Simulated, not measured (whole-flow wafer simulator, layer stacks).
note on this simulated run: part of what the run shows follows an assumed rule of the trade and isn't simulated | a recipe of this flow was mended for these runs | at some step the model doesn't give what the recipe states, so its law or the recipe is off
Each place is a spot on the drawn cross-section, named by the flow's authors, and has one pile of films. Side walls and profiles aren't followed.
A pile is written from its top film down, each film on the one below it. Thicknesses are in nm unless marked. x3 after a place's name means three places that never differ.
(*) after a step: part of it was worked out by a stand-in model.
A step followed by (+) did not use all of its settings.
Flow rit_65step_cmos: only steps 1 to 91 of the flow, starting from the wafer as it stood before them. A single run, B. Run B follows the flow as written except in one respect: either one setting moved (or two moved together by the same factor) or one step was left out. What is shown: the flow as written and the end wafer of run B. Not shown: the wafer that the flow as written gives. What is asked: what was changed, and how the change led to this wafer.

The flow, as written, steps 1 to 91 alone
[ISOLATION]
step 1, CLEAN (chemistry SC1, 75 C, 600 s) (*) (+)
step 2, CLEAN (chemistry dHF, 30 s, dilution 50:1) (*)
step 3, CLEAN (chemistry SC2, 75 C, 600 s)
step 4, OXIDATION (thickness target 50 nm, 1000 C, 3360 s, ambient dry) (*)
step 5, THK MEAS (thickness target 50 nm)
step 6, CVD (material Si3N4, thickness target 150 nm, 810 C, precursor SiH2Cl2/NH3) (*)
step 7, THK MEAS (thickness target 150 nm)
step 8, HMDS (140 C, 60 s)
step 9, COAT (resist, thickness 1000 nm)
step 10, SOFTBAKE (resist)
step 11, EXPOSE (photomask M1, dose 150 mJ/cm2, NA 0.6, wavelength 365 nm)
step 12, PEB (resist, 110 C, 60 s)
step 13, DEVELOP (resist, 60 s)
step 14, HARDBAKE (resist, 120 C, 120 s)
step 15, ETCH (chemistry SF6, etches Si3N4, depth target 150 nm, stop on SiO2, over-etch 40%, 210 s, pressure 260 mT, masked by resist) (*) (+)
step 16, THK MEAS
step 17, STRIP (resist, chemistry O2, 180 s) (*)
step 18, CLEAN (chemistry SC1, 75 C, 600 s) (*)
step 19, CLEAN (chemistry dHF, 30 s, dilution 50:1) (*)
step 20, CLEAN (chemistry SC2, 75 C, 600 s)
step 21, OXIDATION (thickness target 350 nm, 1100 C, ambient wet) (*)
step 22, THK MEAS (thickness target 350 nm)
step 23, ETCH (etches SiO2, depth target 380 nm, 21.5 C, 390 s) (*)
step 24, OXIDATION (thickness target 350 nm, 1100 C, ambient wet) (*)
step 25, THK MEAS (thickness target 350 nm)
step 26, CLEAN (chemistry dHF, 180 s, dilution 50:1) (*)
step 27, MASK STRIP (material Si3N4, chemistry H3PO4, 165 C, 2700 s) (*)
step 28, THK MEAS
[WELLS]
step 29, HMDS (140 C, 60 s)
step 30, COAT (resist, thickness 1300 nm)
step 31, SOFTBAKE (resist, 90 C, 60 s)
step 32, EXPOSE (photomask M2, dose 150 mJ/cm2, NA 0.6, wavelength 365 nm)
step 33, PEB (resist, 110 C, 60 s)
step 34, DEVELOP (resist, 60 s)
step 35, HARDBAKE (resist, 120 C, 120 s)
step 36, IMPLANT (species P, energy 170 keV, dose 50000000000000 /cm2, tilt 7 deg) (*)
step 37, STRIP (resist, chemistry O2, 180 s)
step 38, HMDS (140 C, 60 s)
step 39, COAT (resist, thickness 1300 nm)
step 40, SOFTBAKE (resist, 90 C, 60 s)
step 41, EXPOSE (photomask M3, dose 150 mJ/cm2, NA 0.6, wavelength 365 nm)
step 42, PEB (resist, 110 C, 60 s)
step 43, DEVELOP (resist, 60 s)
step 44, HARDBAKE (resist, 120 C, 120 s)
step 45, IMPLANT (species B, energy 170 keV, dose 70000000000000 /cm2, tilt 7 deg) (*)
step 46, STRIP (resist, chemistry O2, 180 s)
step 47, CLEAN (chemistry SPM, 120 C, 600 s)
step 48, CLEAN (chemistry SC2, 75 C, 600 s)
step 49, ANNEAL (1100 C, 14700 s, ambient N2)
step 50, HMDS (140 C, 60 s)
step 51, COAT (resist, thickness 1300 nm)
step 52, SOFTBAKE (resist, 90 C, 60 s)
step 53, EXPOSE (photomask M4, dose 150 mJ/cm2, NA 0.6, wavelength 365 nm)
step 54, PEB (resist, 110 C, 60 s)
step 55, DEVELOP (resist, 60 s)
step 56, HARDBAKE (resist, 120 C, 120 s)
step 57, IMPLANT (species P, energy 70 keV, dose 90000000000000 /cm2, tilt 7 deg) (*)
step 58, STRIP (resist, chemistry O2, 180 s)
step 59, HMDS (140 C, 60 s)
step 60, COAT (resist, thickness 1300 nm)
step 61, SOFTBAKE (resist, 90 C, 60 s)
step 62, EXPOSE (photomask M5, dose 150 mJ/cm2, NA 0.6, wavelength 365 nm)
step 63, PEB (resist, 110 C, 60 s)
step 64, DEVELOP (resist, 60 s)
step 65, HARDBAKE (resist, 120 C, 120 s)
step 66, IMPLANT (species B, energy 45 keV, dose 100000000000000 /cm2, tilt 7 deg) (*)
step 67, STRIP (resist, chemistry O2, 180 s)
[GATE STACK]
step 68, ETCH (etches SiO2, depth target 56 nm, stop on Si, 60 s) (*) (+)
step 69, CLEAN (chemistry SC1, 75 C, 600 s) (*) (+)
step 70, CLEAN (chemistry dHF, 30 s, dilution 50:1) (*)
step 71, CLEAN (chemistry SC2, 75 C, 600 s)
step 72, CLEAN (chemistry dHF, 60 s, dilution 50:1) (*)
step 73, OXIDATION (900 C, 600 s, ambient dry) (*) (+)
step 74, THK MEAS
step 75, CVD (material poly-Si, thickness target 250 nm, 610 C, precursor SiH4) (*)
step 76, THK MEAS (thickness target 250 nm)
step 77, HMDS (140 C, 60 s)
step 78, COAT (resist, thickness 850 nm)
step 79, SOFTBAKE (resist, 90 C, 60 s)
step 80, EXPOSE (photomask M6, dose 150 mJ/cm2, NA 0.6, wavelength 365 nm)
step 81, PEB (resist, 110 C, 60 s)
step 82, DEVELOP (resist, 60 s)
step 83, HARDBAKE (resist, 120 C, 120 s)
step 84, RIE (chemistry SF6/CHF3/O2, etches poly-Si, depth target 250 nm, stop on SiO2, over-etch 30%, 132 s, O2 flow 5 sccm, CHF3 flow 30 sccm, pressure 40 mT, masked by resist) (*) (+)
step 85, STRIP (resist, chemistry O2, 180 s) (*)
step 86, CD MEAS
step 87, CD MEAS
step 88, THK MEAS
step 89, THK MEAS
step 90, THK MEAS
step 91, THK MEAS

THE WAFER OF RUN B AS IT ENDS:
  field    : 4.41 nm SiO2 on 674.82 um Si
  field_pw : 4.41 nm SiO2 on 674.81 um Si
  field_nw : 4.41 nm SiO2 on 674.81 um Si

Cause: step 24, OXIDATION: thickness target 350 nm, 1100 C, ambient wet (*), was omitted.

How this came from the change, step by step:
  step 26, CLEAN (chemistry dHF, 180 s, dilution 50:1) (*)
      active_n, active_p, gate_n and 7 more: Si3N4 loses 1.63 (it would be, as written: SiO2 loses 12 (all of it), Si3N4 loses 0.44)
      field, field_pw, field_nw, field_p: nothing (it would be, as written: SiO2 loses 16.7)
  step 27, MASK STRIP (material Si3N4, chemistry H3PO4, 165 C, 2700 s) (*)
      field, field_pw, field_nw, field_p: chemical SiO2 gains 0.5 (new film), Si loses 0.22 (it would be, as written: SiO2 loses 10.7)
      active_n, active_p, gate_n and 7 more: Si3N4 loses 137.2 (all of it), SiO2 loses 5.43 (it would be, as written: Si3N4 loses 131.8 (all of it), SiO2 loses 5.64)
  step 30, COAT (resist, thickness 1300 nm)
      field_pw, field_nw: resist gains 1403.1 (new film) (it would be, as written: resist gains 1313 (new film))
      field: resist gains 1439.1 (new film) (it would be, as written: resist gains 1315.7 (new film))
      (as well as at 1 more place)
  step 33, PEB (resist, 110 C, 60 s)
      field, field_p: resist loses 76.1 (it would be, as written: resist loses 69.2)
      field_pw, field_nw: resist loses 74.1 (it would be, as written: resist loses 69.1)
  step 34, DEVELOP (resist, 60 s)
      field_nw: resist loses 1329 (all of it) (it would be, as written: resist loses 1243.9 (all of it))
      field_p: resist loses 1362.6 (all of it) (it would be, as written: resist loses 1246.5 (all of it))
  step 35, HARDBAKE (resist, 120 C, 120 s)
      field: resist loses 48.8 (it would be, as written: resist loses 44.1)
      field_pw: resist loses 47.4 (it would be, as written: resist loses 44)
  step 37, STRIP (resist, chemistry O2, 180 s)
      field_nw, field_p: chemical SiO2 gains 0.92, Si loses 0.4 (it would be, as written: nothing)
      field: resist loses 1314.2 (all of it), chemical SiO2 gains 0.78, Si loses 0.34 (it would be, as written: resist loses 1202.4 (all of it))
      (as well as at 1 more place)
  step 39, COAT (resist, thickness 1300 nm)
      field: resist gains 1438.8 (new film) (it would be, as written: resist gains 1315.7 (new film))
      field_pw: resist gains 1402.9 (new film) (it would be, as written: resist gains 1313 (new film))
      (as well as at 2 more places)
  step 42, PEB (resist, 110 C, 60 s)
      field_pw, field_nw: resist loses 74.1 (it would be, as written: resist loses 69.1)
      field: resist loses 76.1 (it would be, as written: resist loses 69.2)
      (as well as at 1 more place)
  step 43, DEVELOP (resist, 60 s)
      field: resist loses 1362.7 (all of it) (it would be, as written: resist loses 1246.5 (all of it))
      field_pw: resist loses 1328.8 (all of it) (it would be, as written: resist loses 1243.9 (all of it))
  step 44, HARDBAKE (resist, 120 C, 120 s)
      field_nw: resist loses 47.4 (it would be, as written: resist loses 44)
      field_p: resist loses 48.8 (it would be, as written: resist loses 44.1)
  step 46, STRIP (resist, chemistry O2, 180 s)
      field_nw: resist loses 1281.3 (all of it), chemical SiO2 gains 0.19, Si loses 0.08 (it would be, as written: resist loses 1199.9 (all of it))
      field_p: resist loses 1313.4 (all of it), chemical SiO2 gains 0.19, Si loses 0.08 (it would be, as written: resist loses 1202.3 (all of it))
  step 51, COAT (resist, thickness 1300 nm)
      field_pw, field_nw: resist gains 1402.8 (new film) (it would be, as written: resist gains 1313 (new film))
      field: resist gains 1438.6 (new film) (it would be, as written: resist gains 1315.7 (new film))
      (as well as at 1 more place)
  step 54, PEB (resist, 110 C, 60 s)
      field_pw, field_nw: resist loses 74.1 (it would be, as written: resist loses 69.1)
      field: resist loses 76.1 (it would be, as written: resist loses 69.2)
      (as well as at 1 more place)
  step 55, DEVELOP (resist, 60 s)
      field_nw: resist loses 1328.7 (all of it) (it would be, as written: resist loses 1243.9 (all of it))
      field_p: resist loses 1362.2 (all of it) (it would be, as written: resist loses 1246.5 (all of it))
  step 56, HARDBAKE (resist, 120 C, 120 s)
      field: resist loses 48.8 (it would be, as written: resist loses 44.1)
      field_pw: resist loses 47.4 (it would be, as written: resist loses 44)
  ... 13 further steps ...
  step 82, DEVELOP (resist, 60 s)
      field: resist loses 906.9 (all of it) (it would be, as written: resist loses 832.7 (all of it))
      field_pw: resist loses 878.1 (all of it) (it would be, as written: resist loses 826 (all of it))
      (as well as at 2 more places)
